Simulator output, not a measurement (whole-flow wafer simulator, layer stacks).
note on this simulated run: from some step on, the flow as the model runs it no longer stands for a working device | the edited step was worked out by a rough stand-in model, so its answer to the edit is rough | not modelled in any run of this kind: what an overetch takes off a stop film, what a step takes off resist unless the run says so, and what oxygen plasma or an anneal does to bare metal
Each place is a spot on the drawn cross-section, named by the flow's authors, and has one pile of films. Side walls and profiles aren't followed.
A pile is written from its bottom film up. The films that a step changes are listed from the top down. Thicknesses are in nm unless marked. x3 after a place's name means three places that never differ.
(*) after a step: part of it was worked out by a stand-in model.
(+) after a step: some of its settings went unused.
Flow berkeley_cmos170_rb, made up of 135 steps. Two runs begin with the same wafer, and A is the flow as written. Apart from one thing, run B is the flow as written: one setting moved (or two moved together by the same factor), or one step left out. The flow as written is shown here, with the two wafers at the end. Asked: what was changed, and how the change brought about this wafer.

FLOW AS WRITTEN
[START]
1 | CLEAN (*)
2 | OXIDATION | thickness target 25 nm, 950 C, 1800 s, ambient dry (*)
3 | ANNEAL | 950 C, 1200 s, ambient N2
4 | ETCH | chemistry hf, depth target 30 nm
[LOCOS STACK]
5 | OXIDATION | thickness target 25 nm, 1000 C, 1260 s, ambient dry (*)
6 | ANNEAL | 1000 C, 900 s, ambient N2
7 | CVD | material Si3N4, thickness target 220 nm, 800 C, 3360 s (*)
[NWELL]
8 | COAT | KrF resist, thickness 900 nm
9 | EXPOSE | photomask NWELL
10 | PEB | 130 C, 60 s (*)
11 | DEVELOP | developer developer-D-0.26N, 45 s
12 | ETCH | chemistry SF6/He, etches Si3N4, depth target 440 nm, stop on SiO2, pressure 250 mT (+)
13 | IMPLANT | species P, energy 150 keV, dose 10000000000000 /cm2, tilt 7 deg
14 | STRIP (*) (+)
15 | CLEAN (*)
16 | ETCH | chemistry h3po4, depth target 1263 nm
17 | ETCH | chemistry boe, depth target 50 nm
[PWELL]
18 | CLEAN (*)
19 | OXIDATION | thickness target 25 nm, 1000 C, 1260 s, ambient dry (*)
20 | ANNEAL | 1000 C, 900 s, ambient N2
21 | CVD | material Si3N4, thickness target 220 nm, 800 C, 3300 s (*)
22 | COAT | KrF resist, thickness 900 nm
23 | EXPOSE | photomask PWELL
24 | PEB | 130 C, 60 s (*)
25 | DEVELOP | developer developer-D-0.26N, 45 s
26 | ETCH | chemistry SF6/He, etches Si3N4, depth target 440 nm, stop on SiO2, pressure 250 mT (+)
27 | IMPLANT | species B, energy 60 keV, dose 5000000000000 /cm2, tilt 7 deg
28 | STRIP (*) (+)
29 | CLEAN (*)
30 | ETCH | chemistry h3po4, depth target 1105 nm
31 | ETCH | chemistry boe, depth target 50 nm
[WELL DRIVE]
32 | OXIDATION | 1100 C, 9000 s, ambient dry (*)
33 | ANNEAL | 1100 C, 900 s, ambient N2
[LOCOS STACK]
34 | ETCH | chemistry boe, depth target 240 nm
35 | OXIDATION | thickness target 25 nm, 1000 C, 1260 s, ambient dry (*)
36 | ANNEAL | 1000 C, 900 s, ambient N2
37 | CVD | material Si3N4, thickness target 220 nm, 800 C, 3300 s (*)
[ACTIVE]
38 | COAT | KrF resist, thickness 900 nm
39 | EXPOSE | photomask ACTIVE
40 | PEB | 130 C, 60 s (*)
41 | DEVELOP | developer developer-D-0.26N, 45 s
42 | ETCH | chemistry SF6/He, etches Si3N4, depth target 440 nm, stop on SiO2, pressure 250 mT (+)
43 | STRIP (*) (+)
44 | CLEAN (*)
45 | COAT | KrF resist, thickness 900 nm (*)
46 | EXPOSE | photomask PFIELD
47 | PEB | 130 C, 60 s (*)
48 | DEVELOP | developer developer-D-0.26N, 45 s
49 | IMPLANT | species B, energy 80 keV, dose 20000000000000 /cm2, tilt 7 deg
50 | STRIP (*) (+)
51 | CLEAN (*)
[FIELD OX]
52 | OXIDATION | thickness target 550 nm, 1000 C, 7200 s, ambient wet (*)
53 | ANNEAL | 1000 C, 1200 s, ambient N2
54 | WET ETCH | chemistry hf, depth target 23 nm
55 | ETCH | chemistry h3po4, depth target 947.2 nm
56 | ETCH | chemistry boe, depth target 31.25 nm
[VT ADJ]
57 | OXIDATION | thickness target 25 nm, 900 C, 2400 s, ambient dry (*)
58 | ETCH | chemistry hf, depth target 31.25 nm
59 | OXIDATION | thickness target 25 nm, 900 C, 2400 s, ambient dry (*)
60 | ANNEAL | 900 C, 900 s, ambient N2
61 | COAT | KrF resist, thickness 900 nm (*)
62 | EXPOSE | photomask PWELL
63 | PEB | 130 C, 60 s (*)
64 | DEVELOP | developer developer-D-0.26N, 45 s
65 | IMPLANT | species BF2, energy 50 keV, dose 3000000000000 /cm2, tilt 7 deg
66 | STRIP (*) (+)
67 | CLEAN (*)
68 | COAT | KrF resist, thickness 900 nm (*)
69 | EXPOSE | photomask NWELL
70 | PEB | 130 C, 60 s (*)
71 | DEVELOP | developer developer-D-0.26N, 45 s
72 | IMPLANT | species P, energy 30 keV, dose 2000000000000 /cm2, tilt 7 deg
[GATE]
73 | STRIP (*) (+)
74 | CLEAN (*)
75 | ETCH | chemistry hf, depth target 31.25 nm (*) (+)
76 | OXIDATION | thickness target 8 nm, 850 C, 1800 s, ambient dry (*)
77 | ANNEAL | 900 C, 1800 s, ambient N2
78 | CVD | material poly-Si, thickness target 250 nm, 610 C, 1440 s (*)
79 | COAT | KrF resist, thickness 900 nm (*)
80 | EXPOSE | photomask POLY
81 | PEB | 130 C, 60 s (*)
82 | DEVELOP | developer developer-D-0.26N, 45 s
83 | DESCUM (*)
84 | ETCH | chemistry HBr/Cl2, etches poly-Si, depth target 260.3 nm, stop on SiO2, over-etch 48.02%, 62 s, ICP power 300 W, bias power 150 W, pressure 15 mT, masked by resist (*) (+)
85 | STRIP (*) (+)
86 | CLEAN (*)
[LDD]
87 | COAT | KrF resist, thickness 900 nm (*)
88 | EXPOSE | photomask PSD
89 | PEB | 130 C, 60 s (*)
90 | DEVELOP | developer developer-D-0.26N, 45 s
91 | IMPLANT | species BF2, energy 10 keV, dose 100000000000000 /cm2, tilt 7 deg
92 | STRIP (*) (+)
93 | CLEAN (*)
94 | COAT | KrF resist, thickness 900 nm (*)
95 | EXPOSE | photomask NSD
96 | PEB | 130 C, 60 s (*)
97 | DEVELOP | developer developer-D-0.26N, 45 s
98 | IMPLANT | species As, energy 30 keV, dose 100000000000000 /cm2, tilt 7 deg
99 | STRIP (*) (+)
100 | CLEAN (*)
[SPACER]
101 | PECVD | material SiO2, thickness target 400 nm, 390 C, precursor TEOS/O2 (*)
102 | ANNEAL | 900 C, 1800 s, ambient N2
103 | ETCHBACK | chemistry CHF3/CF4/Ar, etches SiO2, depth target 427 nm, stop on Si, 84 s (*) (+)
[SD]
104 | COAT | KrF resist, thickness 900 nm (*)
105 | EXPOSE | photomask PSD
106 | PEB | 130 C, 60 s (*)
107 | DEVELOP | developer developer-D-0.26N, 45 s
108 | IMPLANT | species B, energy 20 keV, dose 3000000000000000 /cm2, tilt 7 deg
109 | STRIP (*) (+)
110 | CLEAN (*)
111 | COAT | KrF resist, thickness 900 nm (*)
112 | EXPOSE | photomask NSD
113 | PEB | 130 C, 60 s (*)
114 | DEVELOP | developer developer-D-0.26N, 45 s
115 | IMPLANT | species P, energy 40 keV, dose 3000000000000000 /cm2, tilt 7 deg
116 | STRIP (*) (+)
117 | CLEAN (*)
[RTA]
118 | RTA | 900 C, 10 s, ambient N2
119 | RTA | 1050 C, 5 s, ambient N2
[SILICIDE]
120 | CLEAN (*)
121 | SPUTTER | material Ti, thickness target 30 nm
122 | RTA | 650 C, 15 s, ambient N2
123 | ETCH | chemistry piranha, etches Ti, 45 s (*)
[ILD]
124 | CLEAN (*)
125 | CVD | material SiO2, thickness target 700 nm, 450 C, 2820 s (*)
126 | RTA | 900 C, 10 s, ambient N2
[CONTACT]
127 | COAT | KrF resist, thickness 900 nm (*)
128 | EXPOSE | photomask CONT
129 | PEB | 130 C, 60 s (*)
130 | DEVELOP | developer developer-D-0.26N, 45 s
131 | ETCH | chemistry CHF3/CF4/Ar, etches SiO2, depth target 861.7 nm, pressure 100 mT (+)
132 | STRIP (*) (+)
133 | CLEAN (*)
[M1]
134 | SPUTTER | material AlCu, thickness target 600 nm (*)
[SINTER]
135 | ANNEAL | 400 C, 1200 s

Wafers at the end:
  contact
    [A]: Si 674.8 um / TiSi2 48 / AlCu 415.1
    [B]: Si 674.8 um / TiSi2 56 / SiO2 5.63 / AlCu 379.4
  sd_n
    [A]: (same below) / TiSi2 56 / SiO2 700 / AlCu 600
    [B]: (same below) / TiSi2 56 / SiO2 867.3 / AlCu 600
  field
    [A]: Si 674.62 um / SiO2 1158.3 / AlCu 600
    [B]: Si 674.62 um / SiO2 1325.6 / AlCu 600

The reason: step 125, CVD: thickness target 867.3 nm was run, whereas the flow has thickness target 700 nm; step 125, CVD: 3494 s was run, where the flow has 2820 s.
The wafer itself shows it: sd_n has SiO2 867.3, and step 125 as written asks for 700 nm.

The path from the change to this, step by step:
  125 | CVD | material SiO2, thickness target 700 nm, 450 C, 2820 s (*)
      sd_n, gate, sd_p, gate_p, contact, m1: A SiO2 gains 700 (new film) | B SiO2 gains 867.3 (new film)
      field, spacer_n, spacer_p: A SiO2 gains 700 | B SiO2 gains 867.3
  131 | ETCH | chemistry CHF3/CF4/Ar, etches SiO2, depth target 861.7 nm, pressure 100 mT (+)
      contact: A SiO2 loses 700 (all of it), TiSi2 loses 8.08 | B SiO2 loses 861.7
  134 | SPUTTER | material AlCu, thickness target 600 nm (*)
      contact: A AlCu gains 415.1 (new film) | B AlCu gains 379.4 (new film)
